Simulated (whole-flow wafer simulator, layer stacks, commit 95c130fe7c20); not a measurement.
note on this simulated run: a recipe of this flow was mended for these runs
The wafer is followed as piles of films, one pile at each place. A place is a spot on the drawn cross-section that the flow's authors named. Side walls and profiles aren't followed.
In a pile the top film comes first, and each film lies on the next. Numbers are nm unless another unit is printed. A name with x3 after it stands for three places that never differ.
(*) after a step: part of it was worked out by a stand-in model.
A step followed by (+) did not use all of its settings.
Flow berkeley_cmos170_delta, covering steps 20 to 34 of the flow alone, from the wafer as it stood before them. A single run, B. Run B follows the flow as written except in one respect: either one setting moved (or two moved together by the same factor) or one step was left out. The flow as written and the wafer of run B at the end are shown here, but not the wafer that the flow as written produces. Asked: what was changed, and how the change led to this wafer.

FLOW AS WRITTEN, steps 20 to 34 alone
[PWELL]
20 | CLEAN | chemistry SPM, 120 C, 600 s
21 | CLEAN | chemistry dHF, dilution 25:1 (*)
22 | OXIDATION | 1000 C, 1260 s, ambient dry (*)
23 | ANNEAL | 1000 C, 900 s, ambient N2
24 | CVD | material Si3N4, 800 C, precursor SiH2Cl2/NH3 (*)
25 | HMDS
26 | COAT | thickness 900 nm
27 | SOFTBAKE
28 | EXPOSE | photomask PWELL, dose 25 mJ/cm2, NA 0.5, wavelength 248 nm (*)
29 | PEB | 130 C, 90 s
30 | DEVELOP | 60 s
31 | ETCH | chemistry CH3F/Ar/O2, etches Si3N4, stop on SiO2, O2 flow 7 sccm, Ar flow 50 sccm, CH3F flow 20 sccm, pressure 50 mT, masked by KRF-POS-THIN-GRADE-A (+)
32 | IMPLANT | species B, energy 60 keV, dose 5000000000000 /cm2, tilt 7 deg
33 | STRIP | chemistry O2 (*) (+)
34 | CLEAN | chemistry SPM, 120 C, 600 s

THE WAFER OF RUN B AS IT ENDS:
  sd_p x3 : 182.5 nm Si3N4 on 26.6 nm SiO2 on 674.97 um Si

Cause: step 24, CVD: 780 C was run, whereas the flow has 800 C.

How this came from the change, step by step:
  24 | CVD | material Si3N4, 800 C, precursor SiH2Cl2/NH3 (*)
      field x6, sd_p x3: +182.5 Si3N4 (new film) (it would be, as written: +243.8 Si3N4 (new film))
  31 | ETCH | chemistry CH3F/Ar/O2, etches Si3N4, stop on SiO2, O2 flow 7 sccm, Ar flow 50 sccm, CH3F flow 20 sccm, pressure 50 mT, masked by KRF-POS-THIN-GRADE-A (+)
      field x6: -182.5 Si3N4 (all of it), -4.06 SiO2 (it would be, as written: -243.8 Si3N4 (all of it), -4.06 SiO2)
      sd_p x3: -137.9 KrF-resist (it would be, as written: -178.8 KrF-resist)
  33 | STRIP | chemistry O2 (*) (+)
      sd_p x3: -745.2 KrF-resist (all of it) (it would be, as written: -704.3 KrF-resist (all of it))
